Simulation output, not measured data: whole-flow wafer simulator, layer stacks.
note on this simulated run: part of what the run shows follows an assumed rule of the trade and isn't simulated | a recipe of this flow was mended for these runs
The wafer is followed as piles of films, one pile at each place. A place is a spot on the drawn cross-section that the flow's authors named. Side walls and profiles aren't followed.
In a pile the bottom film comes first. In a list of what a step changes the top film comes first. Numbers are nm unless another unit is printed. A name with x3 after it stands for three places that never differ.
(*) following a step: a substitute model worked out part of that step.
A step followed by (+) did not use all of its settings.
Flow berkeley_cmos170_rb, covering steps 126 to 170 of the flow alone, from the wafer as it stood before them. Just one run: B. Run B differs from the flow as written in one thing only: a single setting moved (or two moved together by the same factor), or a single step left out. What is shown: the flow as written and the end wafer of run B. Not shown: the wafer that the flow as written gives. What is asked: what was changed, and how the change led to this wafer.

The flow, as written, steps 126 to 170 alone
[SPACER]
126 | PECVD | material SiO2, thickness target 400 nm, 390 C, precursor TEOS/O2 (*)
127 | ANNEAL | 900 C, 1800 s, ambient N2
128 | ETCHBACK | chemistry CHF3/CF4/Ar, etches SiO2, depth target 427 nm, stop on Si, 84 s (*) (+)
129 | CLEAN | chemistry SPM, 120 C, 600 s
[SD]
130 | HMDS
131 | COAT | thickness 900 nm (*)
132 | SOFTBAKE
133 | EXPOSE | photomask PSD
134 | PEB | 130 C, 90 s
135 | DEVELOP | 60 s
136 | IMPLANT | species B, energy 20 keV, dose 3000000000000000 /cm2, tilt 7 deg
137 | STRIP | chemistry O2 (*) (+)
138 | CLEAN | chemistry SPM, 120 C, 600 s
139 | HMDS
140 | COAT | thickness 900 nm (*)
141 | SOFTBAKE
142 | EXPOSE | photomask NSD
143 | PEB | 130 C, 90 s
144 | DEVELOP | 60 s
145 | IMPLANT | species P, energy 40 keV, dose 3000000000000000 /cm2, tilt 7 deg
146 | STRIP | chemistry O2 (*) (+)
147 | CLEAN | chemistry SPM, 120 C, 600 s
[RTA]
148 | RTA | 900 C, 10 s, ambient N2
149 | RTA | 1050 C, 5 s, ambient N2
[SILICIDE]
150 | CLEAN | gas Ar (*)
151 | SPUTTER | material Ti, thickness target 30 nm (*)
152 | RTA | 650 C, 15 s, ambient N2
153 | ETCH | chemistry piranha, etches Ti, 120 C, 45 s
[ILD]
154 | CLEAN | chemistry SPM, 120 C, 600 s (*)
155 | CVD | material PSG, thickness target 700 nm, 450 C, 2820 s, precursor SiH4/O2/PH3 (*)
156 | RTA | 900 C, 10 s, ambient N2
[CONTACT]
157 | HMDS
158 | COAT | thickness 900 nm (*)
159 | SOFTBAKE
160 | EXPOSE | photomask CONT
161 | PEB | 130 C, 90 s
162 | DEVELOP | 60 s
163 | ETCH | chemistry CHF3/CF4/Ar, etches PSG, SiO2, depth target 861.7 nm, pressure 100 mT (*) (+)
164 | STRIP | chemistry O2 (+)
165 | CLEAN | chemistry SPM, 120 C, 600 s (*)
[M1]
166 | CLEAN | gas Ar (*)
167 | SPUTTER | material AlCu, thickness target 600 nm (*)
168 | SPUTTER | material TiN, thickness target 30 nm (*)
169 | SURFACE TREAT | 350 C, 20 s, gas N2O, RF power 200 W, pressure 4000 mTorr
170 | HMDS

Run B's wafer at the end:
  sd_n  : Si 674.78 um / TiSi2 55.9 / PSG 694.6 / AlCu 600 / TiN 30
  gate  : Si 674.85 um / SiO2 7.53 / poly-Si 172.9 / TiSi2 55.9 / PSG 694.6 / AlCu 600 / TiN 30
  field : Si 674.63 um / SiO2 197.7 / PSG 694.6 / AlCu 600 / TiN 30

Cause: step 126, PECVD: thickness target 200 nm was run, though the flow has thickness target 400 nm.

The path from the change to this, step by step:
  126 | PECVD | material SiO2, thickness target 400 nm, 390 C, precursor TEOS/O2 (*)
      field, sd_n, contact, m1: SiO2 gains 200 (in the flow as written it would be: SiO2 gains 400)
      spacer_n, sd_p, spacer_p: SiO2 gains 193.1 (in the flow as written it would be: SiO2 gains 385.3)
      (also at 2 further places)
  128 | ETCHBACK | chemistry CHF3/CF4/Ar, etches SiO2, depth target 427 nm, stop on Si, 84 s (*) (+)
      spacer_n, spacer_p: nothing (in the flow as written it would be: SiO2 loses 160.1)
      gate, gate_p: SiO2 loses 200 (all of it), chemical SiO2 loses 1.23 (all of it), poly-Si loses 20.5 (in the flow as written it would be: SiO2 loses 400 (all of it), chemical SiO2 loses 1.23 (all of it), poly-Si loses 2.34)
      (also at 4 further places)
  131 | COAT | thickness 900 nm (*)
      field: KrF-resist gains 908 (new film) (in the flow as written it would be: KrF-resist gains 864.3 (new film))
      sd_n: KrF-resist gains 902.4 (new film) (in the flow as written it would be: KrF-resist gains 1002.7 (new film))
      (also at 7 further places)
  135 | DEVELOP | 60 s
      sd_p: KrF-resist loses 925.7 (all of it) (in the flow as written it would be: KrF-resist loses 1006.4 (all of it))
      spacer_p: KrF-resist loses 732.8 (all of it) (in the flow as written it would be: KrF-resist loses 783.4 (all of it))
      (also at 1 further place)
  137 | STRIP | chemistry O2 (*) (+)
      field: KrF-resist loses 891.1 (all of it) (in the flow as written it would be: KrF-resist loses 847.5 (all of it))
      sd_n: KrF-resist loses 885.4 (all of it), chemical SiO2 gains 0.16, Si loses 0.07 (in the flow as written it would be: KrF-resist loses 985.4 (all of it), chemical SiO2 gains 0.17, Si loses 0.07)
      (also at 4 further places)
  140 | COAT | thickness 900 nm (*)
      field: KrF-resist gains 908 (new film) (in the flow as written it would be: KrF-resist gains 864.2 (new film))
      sd_n: KrF-resist gains 902.3 (new film) (in the flow as written it would be: KrF-resist gains 1002.3 (new film))
      (also at 7 further places)
  144 | DEVELOP | 60 s
      sd_n: KrF-resist loses 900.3 (all of it) (in the flow as written it would be: KrF-resist loses 1000 (all of it))
      spacer_n: KrF-resist loses 732.9 (all of it) (in the flow as written it would be: KrF-resist loses 789.7 (all of it))
      (also at 3 further places)
  146 | STRIP | chemistry O2 (*) (+)
      field: KrF-resist loses 891 (all of it) (in the flow as written it would be: KrF-resist loses 847.3 (all of it))
      sd_p: KrF-resist loses 910.7 (all of it), chemical SiO2 gains 0.07 (in the flow as written it would be: KrF-resist loses 991.3 (all of it), chemical SiO2 gains 0.07)
      (also at 2 further places)
  151 | SPUTTER | material Ti, thickness target 30 nm (*)
      sd_p: Ti gains 30 (new film) (in the flow as written it would be: Ti gains 27.9 (new film))
  152 | RTA | 650 C, 15 s, ambient N2
      sd_p: Ti loses 23.4, TiSi first gains 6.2 (new film), TiSi2 C49 gains 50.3 (new film), Si loses 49 (in the flow as written it would be: Ti loses 21.8, TiSi first gains 2.13 (new film), TiSi2 C49 gains 52.2 (new film), Si loses 48)
  155 | CVD | material PSG, thickness target 700 nm, 450 C, 2820 s, precursor SiH4/O2/PH3 (*)
      sd_p: PSG gains 700 (new film) (in the flow as written it would be: PSG gains 664.1 (new film))
  156 | RTA | 900 C, 10 s, ambient N2
      sd_p: under 1 film: TiSi2 gains 55.9 (new film), TiSi first loses 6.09 (all of it), TiSi2 C49 loses 50.3 (all of it), Si loses 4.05 (in the flow as written it would be: under 1 film: TiSi2 gains 52 (new film), TiSi first loses 2.02 (all of it), TiSi2 C49 loses 52.2 (all of it), Si loses 1.34)
  158 | COAT | thickness 900 nm (*)
      field: KrF-resist gains 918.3 (new film) (in the flow as written it would be: KrF-resist gains 880.7 (new film))
      sd_n: KrF-resist gains 901.7 (new film) (in the flow as written it would be: KrF-resist gains 1005.1 (new film))
      (also at 7 further places)
  162 | DEVELOP | 60 s
      contact: KrF-resist loses 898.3 (all of it) (in the flow as written it would be: KrF-resist loses 980.6 (all of it))
  164 | STRIP | chemistry O2 (+)
      field: KrF-resist loses 685.9 (all of it) (in the flow as written it would be: KrF-resist loses 648.4 (all of it))
      sd_n: KrF-resist loses 669.3 (all of it) (in the flow as written it would be: KrF-resist loses 772.5 (all of it))
      (also at 6 further places)
  167 | SPUTTER | material AlCu, thickness target 600 nm (*)
      sd_p: AlCu gains 600 (new film) (in the flow as written it would be: AlCu gains 549.6 (new film))
  168 | SPUTTER | material TiN, thickness target 30 nm (*)
      sd_p: TiN gains 30 (new film) (in the flow as written it would be: TiN gains 25.8 (new film))
